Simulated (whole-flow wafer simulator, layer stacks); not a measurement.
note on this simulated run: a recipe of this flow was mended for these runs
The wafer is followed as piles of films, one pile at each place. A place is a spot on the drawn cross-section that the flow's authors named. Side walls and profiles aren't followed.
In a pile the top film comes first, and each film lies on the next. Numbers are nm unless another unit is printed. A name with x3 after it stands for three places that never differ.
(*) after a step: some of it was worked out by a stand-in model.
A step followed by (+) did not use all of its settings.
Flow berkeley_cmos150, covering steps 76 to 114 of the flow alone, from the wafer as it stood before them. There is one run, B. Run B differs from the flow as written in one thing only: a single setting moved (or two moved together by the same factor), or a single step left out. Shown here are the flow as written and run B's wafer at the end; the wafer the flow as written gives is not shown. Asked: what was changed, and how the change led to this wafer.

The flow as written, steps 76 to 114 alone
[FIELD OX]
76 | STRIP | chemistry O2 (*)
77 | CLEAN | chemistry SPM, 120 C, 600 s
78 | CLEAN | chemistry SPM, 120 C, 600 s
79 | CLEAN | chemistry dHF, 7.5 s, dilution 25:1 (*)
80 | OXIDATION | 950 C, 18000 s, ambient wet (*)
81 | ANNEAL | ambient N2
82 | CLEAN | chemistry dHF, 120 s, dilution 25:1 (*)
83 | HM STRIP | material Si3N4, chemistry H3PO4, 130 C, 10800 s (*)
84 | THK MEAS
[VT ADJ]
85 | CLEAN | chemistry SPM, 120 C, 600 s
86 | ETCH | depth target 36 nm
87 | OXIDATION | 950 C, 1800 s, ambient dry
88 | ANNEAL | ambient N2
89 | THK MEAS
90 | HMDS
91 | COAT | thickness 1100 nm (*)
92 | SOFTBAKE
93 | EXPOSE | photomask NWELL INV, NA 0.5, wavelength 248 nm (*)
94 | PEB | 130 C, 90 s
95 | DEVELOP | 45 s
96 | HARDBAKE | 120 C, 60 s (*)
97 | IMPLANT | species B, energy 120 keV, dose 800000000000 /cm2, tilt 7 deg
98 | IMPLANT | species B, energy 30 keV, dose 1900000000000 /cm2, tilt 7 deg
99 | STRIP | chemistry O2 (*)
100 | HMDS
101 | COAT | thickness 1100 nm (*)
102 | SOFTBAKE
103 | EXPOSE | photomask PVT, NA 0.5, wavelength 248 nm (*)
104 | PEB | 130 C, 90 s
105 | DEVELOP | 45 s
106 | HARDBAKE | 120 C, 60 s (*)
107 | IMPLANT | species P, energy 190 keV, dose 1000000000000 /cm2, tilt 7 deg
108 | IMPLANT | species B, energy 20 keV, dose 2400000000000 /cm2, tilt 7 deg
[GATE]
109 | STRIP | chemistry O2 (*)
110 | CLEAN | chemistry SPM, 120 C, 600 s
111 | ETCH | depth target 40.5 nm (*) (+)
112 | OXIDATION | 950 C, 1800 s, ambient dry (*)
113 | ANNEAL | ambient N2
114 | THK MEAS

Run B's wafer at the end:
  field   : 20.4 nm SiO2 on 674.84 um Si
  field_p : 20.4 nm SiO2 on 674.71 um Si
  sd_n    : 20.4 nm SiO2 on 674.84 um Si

What caused this: step 80, OXIDATION: 950 C, 18000 s, ambient wet (*), was omitted.

Step by step, how the change led to this:
  82 | CLEAN | chemistry dHF, 120 s, dilution 25:1 (*)
      sd_n, gate_n, sd_p, gate_p, contact, m1: Si3N4 loses 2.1 (in the flow as written it would be: SiO2 loses 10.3 (all of it), Si3N4 loses 1.11)
  83 | HM STRIP | material Si3N4, chemistry H3PO4, 130 C, 10800 s (*)
      sd_n, gate_n, contact, m1: Si3N4 loses 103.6 (all of it), SiO2 loses 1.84 (in the flow as written it would be: Si3N4 loses 98.9 (all of it), SiO2 loses 1.88)
      sd_p, gate_p: Si3N4 loses 103.4 (all of it), SiO2 loses 1.84 (in the flow as written it would be: Si3N4 loses 98.7 (all of it), SiO2 loses 1.88)
  86 | ETCH | depth target 36 nm
      field: SiO2 loses 1.25 (all of it) (in the flow as written it would be: SiO2 loses 36)
      field_p: SiO2 loses 1.22 (all of it) (in the flow as written it would be: SiO2 loses 36)
      (and at 1 other place as well)
  87 | OXIDATION | 950 C, 1800 s, ambient dry
      field, field_p: SiO2 gains 20.4 (new film), Si loses 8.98 (in the flow as written it would be: SiO2 gains 2.35, Si loses 1.04)
      sd_n: SiO2 gains 20.4 (new film), Si loses 8.98 (in the flow as written it would be: SiO2 gains 12.1, Si loses 5.32)
  91 | COAT | thickness 1100 nm (*)
      field: thick-KrF-resist gains 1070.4 (new film) (in the flow as written it would be: thick-KrF-resist gains 976.2 (new film))
      field_p: thick-KrF-resist gains 1182.8 (new film) (in the flow as written it would be: thick-KrF-resist gains 1087.8 (new film))
      (and at 6 other places as well)
  95 | DEVELOP | 45 s
      field: thick-KrF-resist loses 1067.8 (all of it) (in the flow as written it would be: thick-KrF-resist loses 973.9 (all of it))
      sd_n: thick-KrF-resist loses 1079.3 (all of it) (in the flow as written it would be: thick-KrF-resist loses 1239.9 (all of it))
      (and at 3 other places as well)
  99 | STRIP | chemistry O2 (*)
      field_p: thick-KrF-resist loses 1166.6 (all of it) (in the flow as written it would be: thick-KrF-resist loses 1071.8 (all of it))
      sd_p: thick-KrF-resist loses 1151.6 (all of it) (in the flow as written it would be: thick-KrF-resist loses 1300.7 (all of it))
      (and at 1 other place as well)
  101 | COAT | thickness 1100 nm (*)
      field: thick-KrF-resist gains 1070.4 (new film) (in the flow as written it would be: thick-KrF-resist gains 976.2 (new film))
      field_p: thick-KrF-resist gains 1182.8 (new film) (in the flow as written it would be: thick-KrF-resist gains 1087.8 (new film))
      (and at 6 other places as well)
  105 | DEVELOP | 45 s
      sd_p: thick-KrF-resist loses 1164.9 (all of it) (in the flow as written it would be: thick-KrF-resist loses 1314 (all of it))
      gate_p: thick-KrF-resist loses 1161.6 (all of it) (in the flow as written it would be: thick-KrF-resist loses 1288.3 (all of it))
  109 | STRIP | chemistry O2 (*)
      field: thick-KrF-resist loses 1054.5 (all of it) (in the flow as written it would be: thick-KrF-resist loses 960.6 (all of it))
      field_p: thick-KrF-resist loses 1166.6 (all of it) (in the flow as written it would be: thick-KrF-resist loses 1071.8 (all of it))
      (and at 4 other places as well)
  111 | ETCH | depth target 40.5 nm (*) (+)
      field, field_p: SiO2 loses 20.4 (all of it) (in the flow as written it would be: SiO2 loses 40.5)
      sd_n: SiO2 loses 20.4 (all of it) (in the flow as written it would be: SiO2 loses 40.4 (all of it))
  112 | OXIDATION | 950 C, 1800 s, ambient dry (*)
      field, field_p: SiO2 gains 20.4 (new film), Si loses 8.98 (in the flow as written it would be: SiO2 gains 2.49, Si loses 1.09)
